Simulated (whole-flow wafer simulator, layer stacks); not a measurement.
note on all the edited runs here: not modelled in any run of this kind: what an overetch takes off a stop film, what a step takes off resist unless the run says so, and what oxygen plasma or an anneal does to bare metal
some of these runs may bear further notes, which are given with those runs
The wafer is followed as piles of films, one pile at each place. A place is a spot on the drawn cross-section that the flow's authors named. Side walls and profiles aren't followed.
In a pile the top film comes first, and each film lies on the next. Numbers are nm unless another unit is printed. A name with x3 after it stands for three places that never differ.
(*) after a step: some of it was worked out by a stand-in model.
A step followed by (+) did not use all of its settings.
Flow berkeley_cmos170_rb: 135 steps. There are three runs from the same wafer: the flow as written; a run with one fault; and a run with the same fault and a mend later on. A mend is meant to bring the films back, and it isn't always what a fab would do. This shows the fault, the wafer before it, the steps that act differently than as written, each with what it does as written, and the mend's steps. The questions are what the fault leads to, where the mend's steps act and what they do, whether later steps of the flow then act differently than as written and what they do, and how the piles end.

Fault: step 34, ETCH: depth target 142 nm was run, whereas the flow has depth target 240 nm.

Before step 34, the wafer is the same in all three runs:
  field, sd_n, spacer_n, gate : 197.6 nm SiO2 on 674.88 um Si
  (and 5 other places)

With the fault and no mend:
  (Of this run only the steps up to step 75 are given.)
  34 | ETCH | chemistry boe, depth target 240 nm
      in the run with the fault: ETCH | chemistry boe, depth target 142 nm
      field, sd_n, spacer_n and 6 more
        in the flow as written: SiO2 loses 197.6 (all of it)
        in the run with the fault: SiO2 loses 142
  Steps further on in the flow that do not act as written (6 other steps are not shown; they differ only slightly, by no more than 2% or 0.5 nm, whichever is larger):
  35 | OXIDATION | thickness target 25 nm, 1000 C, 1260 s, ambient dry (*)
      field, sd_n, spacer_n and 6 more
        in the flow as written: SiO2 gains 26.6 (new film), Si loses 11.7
        in the run with the fault: SiO2 gains 14.9, Si loses 6.56
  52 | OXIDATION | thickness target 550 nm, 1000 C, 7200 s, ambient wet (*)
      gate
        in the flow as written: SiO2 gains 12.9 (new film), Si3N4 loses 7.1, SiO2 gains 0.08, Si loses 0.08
        in the run with the fault: SiO2 gains 12.9 (new film), Si3N4 loses 7.1
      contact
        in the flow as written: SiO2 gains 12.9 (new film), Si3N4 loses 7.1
        in the run with the fault: SiO2 gains 12.9 (new film), Si3N4 loses 7.1, SiO2 gains 0.24, Si loses 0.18
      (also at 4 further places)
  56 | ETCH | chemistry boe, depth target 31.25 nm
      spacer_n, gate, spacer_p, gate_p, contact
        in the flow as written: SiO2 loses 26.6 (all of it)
        in the run with the fault: SiO2 loses 31.2
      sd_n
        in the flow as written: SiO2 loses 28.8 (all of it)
        in the run with the fault: SiO2 loses 31.2
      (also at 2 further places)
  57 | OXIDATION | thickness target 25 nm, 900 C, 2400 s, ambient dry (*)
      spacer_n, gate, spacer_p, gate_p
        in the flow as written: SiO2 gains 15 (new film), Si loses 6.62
        in the run with the fault: SiO2 gains 8.83, Si loses 3.89
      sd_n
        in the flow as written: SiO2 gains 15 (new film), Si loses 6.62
        in the run with the fault: SiO2 gains 7.48, Si loses 3.29
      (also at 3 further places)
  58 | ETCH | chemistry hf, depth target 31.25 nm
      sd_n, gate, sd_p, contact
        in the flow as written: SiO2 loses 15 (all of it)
        in the run with the fault: SiO2 loses 31.2
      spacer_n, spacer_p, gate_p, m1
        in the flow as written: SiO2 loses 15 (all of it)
        in the run with the fault: SiO2 loses 31.3
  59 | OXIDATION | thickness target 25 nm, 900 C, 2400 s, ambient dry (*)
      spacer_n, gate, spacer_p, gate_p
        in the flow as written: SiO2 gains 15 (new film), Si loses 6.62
        in the run with the fault: SiO2 gains 8.96, Si loses 3.94
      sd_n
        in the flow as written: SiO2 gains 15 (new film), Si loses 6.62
        in the run with the fault: SiO2 gains 7.36, Si loses 3.24
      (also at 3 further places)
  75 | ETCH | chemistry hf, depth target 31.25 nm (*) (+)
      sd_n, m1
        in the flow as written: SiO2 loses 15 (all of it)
        in the run with the fault: SiO2 loses 31.3
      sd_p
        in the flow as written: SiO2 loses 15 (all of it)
        in the run with the fault: SiO2 loses 31.2
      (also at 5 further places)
  The piles after step 75 differ from the flow's at field, sd_n, sd_p, m1 by more than 2% or 0.5 nm, whichever is larger.
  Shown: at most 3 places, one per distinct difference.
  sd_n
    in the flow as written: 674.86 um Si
    in the run with the fault: 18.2 nm SiO2 on 674.86 um Si
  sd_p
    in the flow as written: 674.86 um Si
    in the run with the fault: 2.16 nm SiO2 on 674.86 um Si
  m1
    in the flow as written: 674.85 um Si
    in the run with the fault: 26 nm SiO2 on 674.85 um Si

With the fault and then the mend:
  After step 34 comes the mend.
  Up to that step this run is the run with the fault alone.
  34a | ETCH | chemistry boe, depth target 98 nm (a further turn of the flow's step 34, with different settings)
      field, sd_n, spacer_n and 6 more
        SiO2 loses 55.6 (all of it)
  Later steps of the flow that are run all act as written at every place that is followed.
  The piles end the same as the flow's at every place that both follow.
